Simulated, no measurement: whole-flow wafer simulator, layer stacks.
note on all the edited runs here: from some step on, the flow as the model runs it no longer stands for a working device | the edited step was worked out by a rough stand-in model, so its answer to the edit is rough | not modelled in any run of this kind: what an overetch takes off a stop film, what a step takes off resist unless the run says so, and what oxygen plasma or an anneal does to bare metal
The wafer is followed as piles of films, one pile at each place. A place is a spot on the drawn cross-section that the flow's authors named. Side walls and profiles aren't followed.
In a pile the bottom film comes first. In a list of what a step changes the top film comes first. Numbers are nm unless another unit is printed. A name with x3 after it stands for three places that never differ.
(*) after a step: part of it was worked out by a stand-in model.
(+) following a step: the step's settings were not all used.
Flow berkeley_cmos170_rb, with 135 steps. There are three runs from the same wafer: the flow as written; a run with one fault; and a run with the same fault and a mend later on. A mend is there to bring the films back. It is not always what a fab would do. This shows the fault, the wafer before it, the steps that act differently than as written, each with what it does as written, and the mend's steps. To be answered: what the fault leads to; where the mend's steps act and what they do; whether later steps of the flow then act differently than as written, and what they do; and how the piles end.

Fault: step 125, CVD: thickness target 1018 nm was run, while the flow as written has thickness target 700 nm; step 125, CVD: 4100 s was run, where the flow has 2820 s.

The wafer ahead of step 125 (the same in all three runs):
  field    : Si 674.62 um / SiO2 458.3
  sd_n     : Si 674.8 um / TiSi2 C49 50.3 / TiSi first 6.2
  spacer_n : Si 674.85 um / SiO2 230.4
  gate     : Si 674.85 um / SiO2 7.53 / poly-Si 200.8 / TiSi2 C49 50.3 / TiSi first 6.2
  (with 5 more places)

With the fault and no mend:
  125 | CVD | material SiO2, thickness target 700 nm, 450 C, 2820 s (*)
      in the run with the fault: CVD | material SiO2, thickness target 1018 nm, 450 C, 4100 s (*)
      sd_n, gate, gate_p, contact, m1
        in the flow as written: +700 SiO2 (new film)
        in the run with the fault: +1018 SiO2 (new film)
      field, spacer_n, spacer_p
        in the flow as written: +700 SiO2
        in the run with the fault: +1018 SiO2
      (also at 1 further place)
  Steps later in the flow that act otherwise than as written (3 more steps, not shown, differ only slightly: by at most 2% or 0.5 nm, whichever is larger):
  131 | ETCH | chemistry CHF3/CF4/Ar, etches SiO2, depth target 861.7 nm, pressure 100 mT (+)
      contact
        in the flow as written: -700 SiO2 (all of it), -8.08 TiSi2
        in the run with the fault: -861.7 SiO2
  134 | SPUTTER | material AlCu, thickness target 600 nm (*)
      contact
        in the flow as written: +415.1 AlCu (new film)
        in the run with the fault: +379.4 AlCu (new film)
  By the end, the piles at field, sd_n, spacer_n and 6 more depart from the flow's by more than 2% or 0.5 nm, whichever is larger.
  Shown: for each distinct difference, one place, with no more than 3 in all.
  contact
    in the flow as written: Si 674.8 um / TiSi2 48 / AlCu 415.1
    in the run with the fault: Si 674.8 um / TiSi2 56 / SiO2 156.3 / AlCu 379.4
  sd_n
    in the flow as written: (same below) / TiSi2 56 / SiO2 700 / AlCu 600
    in the run with the fault: (same below) / TiSi2 56 / SiO2 1018 / AlCu 600
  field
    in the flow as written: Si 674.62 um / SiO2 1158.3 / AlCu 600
    in the run with the fault: Si 674.62 um / SiO2 1476.3 / AlCu 600

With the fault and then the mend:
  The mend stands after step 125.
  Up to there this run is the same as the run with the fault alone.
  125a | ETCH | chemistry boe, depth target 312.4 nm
      field, sd_n, spacer_n and 6 more
        -312.4 SiO2
  Every later step of the flow that is run acts as written, at every place that is followed, to within 2% or 0.5 nm, whichever is larger.
  At the end the piles are close to the flow's at the places that both follow, differing by at most 2% or 0.5 nm, whichever is larger.
